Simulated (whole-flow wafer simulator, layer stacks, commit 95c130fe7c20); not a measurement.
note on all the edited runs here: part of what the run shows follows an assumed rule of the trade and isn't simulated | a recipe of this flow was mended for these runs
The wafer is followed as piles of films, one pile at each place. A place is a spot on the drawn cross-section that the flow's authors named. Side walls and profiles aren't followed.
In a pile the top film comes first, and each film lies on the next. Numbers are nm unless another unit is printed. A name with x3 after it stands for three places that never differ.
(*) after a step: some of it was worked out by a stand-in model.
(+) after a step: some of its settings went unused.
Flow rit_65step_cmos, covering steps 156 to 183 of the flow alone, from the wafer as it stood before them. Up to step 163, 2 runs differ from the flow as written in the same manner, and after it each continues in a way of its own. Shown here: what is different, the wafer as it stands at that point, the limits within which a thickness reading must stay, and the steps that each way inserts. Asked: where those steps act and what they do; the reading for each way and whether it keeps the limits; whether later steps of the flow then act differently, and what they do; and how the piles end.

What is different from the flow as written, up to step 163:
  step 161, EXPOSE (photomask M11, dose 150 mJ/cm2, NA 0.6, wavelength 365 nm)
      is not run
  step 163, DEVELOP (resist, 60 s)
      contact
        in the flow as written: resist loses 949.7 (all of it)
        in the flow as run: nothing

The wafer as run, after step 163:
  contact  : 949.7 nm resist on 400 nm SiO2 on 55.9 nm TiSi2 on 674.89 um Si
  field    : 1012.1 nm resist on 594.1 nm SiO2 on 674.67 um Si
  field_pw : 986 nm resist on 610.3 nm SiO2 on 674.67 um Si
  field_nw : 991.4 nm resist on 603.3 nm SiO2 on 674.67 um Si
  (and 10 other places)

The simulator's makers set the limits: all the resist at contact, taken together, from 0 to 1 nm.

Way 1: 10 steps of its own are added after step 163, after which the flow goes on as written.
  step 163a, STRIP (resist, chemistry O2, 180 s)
      active_n, active_p
        resist loses 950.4 (all of it)
      sd_p, contact
        resist loses 949.7 (all of it)
      field
        resist loses 1012.1 (all of it)
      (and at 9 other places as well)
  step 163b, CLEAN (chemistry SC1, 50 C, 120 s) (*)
      field, field_pw, field_nw and 11 more
        SiO2 loses 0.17
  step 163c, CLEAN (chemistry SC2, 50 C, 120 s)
      does not change any film at any place that is followed
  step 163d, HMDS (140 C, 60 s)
      does not change any film at any place that is followed
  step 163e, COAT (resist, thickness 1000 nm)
      active_n, active_p
        resist gains 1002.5 (new film)
      sd_p, contact
        resist gains 1001.7 (new film)
      field
        resist gains 1067.7 (new film)
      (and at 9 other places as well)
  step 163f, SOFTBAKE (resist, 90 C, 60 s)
      does not change any film at any place that is followed
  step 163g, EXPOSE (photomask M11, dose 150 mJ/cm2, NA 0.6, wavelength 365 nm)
      does not change any film at any place that is followed
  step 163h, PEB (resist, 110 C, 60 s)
      sd_p, contact, m1
        resist loses 52
      active_n, active_p
        resist loses 52.1
      gate_n, gate_p
        resist loses 41.2
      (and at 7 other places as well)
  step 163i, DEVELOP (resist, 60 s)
      field_p
        resist loses 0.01
      contact
        resist loses 949.7 (all of it)
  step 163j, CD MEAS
      does not change any film at any place that is followed
  The reading taken after step 163j is 0 nm, which is within the limits.
  None of the later steps of the flow differs from how it acts as written, at any place that is followed, by more than 2% or 0.5 nm, whichever is larger.
  The piles end only slightly different from the flow's at the places that both follow, by no more than 2% or 0.5 nm, whichever is larger.

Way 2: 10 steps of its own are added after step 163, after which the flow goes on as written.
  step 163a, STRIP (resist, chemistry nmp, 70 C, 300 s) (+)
      active_n, active_p
        resist loses 950.4 (all of it)
      sd_p, contact
        resist loses 949.7 (all of it)
      field
        resist loses 1012.1 (all of it)
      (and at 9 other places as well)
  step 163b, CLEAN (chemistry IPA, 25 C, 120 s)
      does not change any film at any place that is followed
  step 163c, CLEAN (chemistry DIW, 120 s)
      does not change any film at any place that is followed
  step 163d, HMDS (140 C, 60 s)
      does not change any film at any place that is followed
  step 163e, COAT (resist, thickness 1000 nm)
      active_n, active_p
        resist gains 1002.5 (new film)
      sd_p, contact
        resist gains 1001.7 (new film)
      field
        resist gains 1067.7 (new film)
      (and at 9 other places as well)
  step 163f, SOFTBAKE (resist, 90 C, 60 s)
      does not change any film at any place that is followed
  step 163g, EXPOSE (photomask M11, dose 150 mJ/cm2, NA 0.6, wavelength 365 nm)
      does not change any film at any place that is followed
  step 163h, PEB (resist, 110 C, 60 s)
      sd_p, contact, m1
        resist loses 52
      active_n, active_p
        resist loses 52.1
      gate_n, gate_p
        resist loses 41.2
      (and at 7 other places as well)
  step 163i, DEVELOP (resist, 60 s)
      field_p
        resist loses 0.01
      contact
        resist loses 949.7 (all of it)
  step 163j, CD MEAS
      does not change any film at any place that is followed
  The reading taken after step 163j is 0 nm, which is within the limits.
  None of the later steps of the flow acts differently than as written at any place that is followed.
  By the end, the piles equal the flow's at every place that both follow.

Staying within the limits: way 1, way 2.
